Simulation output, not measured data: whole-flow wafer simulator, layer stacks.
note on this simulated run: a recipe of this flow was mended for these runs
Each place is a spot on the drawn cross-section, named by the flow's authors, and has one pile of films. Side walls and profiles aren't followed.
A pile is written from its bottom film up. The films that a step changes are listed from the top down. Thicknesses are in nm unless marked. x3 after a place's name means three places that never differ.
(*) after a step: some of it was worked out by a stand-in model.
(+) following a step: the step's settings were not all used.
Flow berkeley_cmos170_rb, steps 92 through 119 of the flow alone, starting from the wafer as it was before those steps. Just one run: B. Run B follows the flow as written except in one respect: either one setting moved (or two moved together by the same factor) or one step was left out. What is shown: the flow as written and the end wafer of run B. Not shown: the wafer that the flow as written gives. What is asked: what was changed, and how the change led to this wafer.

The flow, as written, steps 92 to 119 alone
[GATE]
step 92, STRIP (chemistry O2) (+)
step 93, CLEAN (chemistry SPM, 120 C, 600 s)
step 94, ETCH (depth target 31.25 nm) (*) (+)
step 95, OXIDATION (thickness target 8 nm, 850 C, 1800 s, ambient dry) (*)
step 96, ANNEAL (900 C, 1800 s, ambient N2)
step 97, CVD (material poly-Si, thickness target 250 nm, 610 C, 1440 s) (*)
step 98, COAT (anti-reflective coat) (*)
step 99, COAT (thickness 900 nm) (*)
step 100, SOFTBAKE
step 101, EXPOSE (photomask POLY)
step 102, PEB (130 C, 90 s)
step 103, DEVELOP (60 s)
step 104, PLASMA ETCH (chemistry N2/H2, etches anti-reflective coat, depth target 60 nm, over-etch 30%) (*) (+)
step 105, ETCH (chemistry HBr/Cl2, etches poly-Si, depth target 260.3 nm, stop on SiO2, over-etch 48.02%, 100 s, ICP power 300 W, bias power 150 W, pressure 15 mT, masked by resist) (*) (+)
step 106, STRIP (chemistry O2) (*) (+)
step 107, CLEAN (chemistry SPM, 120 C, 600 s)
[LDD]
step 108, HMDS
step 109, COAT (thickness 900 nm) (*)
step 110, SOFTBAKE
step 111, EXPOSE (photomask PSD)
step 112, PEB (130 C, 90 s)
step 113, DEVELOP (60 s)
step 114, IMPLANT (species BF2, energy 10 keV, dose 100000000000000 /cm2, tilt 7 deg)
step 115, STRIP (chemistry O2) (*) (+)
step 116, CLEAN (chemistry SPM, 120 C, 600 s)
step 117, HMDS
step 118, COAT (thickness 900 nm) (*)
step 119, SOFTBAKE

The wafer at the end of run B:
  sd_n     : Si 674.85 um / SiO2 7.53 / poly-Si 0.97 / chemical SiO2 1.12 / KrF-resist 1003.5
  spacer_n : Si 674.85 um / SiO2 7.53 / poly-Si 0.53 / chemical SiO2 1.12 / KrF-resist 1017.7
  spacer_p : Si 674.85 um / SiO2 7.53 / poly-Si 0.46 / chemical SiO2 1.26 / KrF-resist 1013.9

What caused this: step 97, CVD: thickness target 388 nm was run, whereas the flow has thickness target 250 nm; step 97, CVD: 2232 s was run, where the flow has 1440 s.

The path from the change to this, step by step:
  step 97, CVD (material poly-Si, thickness target 250 nm, 610 C, 1440 s) (*)
      field, sd_n, spacer_n and 6 more: +388 poly-Si (new film) (it would be, as written: +250 poly-Si (new film))
  step 98, COAT (anti-reflective coat) (*)
      sd_n: +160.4 anti-reflective coat (new film) (it would be, as written: +154.3 anti-reflective coat (new film))
      contact: +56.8 anti-reflective coat (new film) (it would be, as written: +53.8 anti-reflective coat (new film))
  step 104, PLASMA ETCH (chemistry N2/H2, etches anti-reflective coat, depth target 60 nm, over-etch 30%) (*) (+)
      gate, gate_p: -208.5 KrF-resist (it would be, as written: -200.6 KrF-resist)
      sd_n: -160.4 anti-reflective coat (all of it), -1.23 poly-Si (it would be, as written: -154.3 anti-reflective coat (all of it), -1.19 poly-Si)
      (and at 1 other place as well)
  step 105, ETCH (chemistry HBr/Cl2, etches poly-Si, depth target 260.3 nm, stop on SiO2, over-etch 48.02%, 100 s, ICP power 300 W, bias power 150 W, pressure 15 mT, masked by resist) (*) (+)
      spacer_n, spacer_p: -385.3 poly-Si (it would be, as written: -248.5 poly-Si (all of it), -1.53 SiO2)
      field: -382.8 poly-Si (all of it) (it would be, as written: -245 poly-Si (all of it), -1.8 SiO2)
      (and at 4 other places as well)
  step 106, STRIP (chemistry O2) (*) (+)
      sd_n, spacer_n, spacer_p: +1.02 chemical SiO2 (new film), -0.45 poly-Si (it would be, as written: nothing)
  step 109, COAT (thickness 900 nm) (*)
      gate: +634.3 KrF-resist (new film) (it would be, as written: +749.5 KrF-resist (new film))
      gate_p: +629.9 KrF-resist (new film) (it would be, as written: +745.7 KrF-resist (new film))
  step 113, DEVELOP (60 s)
      gate_p: -628.6 KrF-resist (all of it) (it would be, as written: -744.1 KrF-resist (all of it))
  step 115, STRIP (chemistry O2) (*) (+)
      gate: -618 KrF-resist (all of it), +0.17 chemical SiO2 (it would be, as written: -733 KrF-resist (all of it), +0.17 chemical SiO2)
  step 118, COAT (thickness 900 nm) (*)
      gate: +634.2 KrF-resist (new film) (it would be, as written: +748.7 KrF-resist (new film))
      gate_p: +629.7 KrF-resist (new film) (it would be, as written: +744.7 KrF-resist (new film))
